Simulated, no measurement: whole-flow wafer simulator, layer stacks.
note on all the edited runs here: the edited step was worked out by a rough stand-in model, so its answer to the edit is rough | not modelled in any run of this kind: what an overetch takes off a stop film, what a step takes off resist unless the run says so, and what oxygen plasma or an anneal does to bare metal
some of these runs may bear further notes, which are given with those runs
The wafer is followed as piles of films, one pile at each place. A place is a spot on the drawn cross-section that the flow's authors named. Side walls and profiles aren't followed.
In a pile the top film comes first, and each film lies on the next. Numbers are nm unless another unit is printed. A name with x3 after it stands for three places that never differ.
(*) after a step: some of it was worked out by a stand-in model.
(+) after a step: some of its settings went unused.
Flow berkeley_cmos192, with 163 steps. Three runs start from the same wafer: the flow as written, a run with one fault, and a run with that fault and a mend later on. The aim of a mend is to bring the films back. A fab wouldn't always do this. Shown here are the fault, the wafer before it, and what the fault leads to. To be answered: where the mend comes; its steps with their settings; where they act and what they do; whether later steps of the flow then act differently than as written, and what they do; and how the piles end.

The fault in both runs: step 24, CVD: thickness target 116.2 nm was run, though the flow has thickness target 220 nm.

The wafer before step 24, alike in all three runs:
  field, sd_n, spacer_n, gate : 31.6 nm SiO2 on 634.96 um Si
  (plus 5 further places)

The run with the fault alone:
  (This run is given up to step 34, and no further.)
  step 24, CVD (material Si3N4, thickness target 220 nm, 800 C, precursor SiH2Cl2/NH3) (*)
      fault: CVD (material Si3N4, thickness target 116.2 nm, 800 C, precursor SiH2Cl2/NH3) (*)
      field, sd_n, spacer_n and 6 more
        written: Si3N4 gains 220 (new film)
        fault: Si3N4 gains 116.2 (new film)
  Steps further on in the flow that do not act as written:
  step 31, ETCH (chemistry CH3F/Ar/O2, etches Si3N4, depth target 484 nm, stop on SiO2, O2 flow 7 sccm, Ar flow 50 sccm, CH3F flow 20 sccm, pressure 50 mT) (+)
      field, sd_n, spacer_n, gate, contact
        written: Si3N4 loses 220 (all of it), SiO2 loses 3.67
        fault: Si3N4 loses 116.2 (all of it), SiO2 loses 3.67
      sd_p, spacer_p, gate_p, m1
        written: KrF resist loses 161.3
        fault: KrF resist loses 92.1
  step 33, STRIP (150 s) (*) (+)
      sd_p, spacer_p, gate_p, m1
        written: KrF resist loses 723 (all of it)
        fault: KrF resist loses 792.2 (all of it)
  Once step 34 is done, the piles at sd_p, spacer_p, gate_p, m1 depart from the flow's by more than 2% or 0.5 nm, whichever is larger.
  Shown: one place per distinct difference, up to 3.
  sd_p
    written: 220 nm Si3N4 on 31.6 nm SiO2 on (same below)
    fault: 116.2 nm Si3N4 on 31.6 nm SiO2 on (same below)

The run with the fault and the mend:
  The mend follows step 24.
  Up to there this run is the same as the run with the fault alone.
  step 24a, CVD (material Si3N4, thickness target 103.8 nm, 800 C, precursor SiH2Cl2/NH3) (*) (the flow's step 24, run once more with other settings)
      field, sd_n, spacer_n and 6 more
        Si3N4 gains 103.8
  None of the later steps of the flow acts differently than as written at any place that is followed.
  By the end, the piles equal the flow's at every place that both follow.
